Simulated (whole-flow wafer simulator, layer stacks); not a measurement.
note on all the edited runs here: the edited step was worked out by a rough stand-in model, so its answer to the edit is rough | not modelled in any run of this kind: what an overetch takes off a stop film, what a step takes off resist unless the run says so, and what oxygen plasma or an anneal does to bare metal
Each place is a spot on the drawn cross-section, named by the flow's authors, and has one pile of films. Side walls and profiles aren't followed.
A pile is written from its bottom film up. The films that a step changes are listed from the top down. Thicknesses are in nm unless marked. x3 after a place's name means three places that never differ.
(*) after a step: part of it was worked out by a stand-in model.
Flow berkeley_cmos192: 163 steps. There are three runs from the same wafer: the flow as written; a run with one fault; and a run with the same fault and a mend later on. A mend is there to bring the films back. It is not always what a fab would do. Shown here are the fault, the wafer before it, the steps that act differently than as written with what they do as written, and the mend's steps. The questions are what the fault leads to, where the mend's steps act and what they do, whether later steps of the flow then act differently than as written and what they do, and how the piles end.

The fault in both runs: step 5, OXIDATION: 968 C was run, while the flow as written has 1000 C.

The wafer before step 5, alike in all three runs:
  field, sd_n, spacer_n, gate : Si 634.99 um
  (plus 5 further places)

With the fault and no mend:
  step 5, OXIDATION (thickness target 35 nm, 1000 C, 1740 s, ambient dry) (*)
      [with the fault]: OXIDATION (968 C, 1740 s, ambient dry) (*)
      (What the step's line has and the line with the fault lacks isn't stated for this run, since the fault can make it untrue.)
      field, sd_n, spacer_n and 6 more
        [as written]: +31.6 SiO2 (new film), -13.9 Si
        [with the fault]: +23.8 SiO2 (new film), -10.5 Si
  Steps later in the flow that act otherwise than as written:
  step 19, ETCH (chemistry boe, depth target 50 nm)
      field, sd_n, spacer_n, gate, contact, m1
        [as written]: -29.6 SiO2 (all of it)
        [with the fault]: -21.7 SiO2 (all of it)
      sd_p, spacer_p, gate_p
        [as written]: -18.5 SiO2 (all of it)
        [with the fault]: -10.7 SiO2 (all of it)
  The piles end only slightly different from the flow's at the places that both follow, by no more than 2% or 0.5 nm, whichever is larger.

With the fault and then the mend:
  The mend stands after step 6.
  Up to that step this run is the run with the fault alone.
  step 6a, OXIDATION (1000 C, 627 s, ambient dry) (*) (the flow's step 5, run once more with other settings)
      field, sd_n, spacer_n and 6 more
        +7.9 SiO2, -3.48 Si
  None of the later steps of the flow differs from how it acts as written, at any place that is followed, by more than 2% or 0.5 nm, whichever is larger.
  The piles end the same as the flow's at every place that both follow.
